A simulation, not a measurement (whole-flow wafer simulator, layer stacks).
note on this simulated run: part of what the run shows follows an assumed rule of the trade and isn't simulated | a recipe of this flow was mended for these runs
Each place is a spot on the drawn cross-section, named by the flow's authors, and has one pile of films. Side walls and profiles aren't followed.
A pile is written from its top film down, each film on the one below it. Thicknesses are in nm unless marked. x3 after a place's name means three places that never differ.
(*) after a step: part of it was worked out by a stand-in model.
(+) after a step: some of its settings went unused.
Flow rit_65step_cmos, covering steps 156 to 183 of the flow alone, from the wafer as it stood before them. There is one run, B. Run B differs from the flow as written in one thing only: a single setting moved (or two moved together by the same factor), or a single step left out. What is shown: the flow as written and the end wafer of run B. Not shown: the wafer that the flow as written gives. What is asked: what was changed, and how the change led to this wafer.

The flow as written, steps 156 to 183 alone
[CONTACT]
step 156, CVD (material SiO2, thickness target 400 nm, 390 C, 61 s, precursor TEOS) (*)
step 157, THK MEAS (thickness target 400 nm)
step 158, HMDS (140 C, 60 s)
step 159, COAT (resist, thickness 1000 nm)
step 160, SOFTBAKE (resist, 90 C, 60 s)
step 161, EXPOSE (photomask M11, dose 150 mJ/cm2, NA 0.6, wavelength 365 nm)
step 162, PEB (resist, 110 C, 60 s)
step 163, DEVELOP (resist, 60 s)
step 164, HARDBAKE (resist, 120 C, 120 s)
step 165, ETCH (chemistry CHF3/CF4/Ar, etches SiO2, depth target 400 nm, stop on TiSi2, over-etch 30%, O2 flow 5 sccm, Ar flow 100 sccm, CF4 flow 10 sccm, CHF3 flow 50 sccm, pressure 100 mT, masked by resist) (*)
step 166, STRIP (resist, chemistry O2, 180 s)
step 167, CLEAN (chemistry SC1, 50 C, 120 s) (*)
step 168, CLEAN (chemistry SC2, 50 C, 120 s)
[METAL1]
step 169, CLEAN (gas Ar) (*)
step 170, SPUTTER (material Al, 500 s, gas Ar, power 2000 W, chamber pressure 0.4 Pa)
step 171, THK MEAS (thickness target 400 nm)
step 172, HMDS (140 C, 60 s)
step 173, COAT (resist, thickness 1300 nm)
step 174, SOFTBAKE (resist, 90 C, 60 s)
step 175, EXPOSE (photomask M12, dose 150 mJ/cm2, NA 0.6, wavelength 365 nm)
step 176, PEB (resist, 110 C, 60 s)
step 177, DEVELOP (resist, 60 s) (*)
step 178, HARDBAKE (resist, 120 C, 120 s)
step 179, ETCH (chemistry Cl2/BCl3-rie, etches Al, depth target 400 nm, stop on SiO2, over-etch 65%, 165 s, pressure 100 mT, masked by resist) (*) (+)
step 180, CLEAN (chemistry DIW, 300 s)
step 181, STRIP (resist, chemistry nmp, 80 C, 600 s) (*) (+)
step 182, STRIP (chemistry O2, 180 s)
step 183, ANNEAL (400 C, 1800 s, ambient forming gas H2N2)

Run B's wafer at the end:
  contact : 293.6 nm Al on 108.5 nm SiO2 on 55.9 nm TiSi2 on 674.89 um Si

The reason: step 165, ETCH: depth target 220 nm was run, whereas the flow has depth target 400 nm.

The path from the change to this, step by step:
  step 165, ETCH (chemistry CHF3/CF4/Ar, etches SiO2, depth target 400 nm, stop on TiSi2, over-etch 30%, O2 flow 5 sccm, Ar flow 100 sccm, CF4 flow 10 sccm, CHF3 flow 50 sccm, pressure 100 mT, masked by resist) (*)
      contact: -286 SiO2 (in the flow as written it would be: -400 SiO2 (all of it), -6 TiSi2)
      field, field_pw, field_nw and 10 more: -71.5 resist (in the flow as written it would be: -130 resist)
  step 166, STRIP (resist, chemistry O2, 180 s)
      active_n, active_p: -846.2 resist (all of it) (in the flow as written it would be: -787.7 resist (all of it))
      field: -905.5 resist (all of it) (in the flow as written it would be: -847 resist (all of it))
      (as well as at 10 more places)
  step 169, CLEAN (gas Ar) (*)
      contact: -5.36 SiO2 (in the flow as written it would be: -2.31 TiSi2)
  step 170, SPUTTER (material Al, 500 s, gas Ar, power 2000 W, chamber pressure 0.4 Pa)
      contact: +293.6 Al (new film) (in the flow as written it would be: +255.4 Al (new film))
  step 173, COAT (resist, thickness 1300 nm)
      contact: +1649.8 resist (new film) (in the flow as written it would be: +1785.1 resist (new film))
  step 176, PEB (resist, 110 C, 60 s)
      contact: -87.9 resist (in the flow as written it would be: -95.5 resist)
  step 178, HARDBAKE (resist, 120 C, 120 s)
      contact: -56.9 resist (in the flow as written it would be: -62.1 resist)
  step 181, STRIP (resist, chemistry nmp, 80 C, 600 s) (*) (+)
      contact: -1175 resist (all of it) (in the flow as written it would be: -1297.5 resist (all of it))
